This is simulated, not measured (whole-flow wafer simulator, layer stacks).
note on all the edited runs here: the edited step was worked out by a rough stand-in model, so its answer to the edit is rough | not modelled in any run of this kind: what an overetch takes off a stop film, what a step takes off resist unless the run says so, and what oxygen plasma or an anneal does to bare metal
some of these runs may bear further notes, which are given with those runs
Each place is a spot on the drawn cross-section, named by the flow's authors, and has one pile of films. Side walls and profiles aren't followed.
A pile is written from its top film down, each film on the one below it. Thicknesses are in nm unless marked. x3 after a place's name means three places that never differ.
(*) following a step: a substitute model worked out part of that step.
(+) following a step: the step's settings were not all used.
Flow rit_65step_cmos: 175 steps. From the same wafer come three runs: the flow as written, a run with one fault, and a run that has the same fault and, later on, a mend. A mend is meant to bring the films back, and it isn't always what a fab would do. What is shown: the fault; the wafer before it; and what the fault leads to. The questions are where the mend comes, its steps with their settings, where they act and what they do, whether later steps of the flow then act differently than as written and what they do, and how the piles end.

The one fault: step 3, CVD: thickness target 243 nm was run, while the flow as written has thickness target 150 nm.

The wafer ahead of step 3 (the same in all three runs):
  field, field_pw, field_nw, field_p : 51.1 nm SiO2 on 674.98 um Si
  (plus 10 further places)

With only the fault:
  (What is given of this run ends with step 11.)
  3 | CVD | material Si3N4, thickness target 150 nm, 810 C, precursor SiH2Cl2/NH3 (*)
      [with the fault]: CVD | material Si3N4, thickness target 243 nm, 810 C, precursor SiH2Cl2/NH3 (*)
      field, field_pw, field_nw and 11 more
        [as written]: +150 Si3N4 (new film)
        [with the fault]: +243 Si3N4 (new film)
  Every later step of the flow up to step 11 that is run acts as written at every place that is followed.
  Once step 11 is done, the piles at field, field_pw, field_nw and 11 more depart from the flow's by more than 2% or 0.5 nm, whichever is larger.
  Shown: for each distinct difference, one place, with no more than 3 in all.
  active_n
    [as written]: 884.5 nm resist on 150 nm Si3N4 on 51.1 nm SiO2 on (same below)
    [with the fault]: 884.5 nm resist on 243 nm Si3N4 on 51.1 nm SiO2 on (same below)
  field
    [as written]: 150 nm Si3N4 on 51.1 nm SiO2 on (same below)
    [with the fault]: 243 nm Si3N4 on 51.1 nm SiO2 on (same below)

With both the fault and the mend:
  The mend stands after step 4.
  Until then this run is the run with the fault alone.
  4a | ETCHBACK | chemistry SF6/CHF3, etches Si3N4, depth target 93 nm, CHF3 flow 30 sccm, pressure 40 mT (*) (+)
      field, field_pw, field_nw and 11 more
        -93 Si3N4
  Every later step of the flow that is run acts as written at every place that is followed.
  The piles end the same as the flow's at every place that both follow.
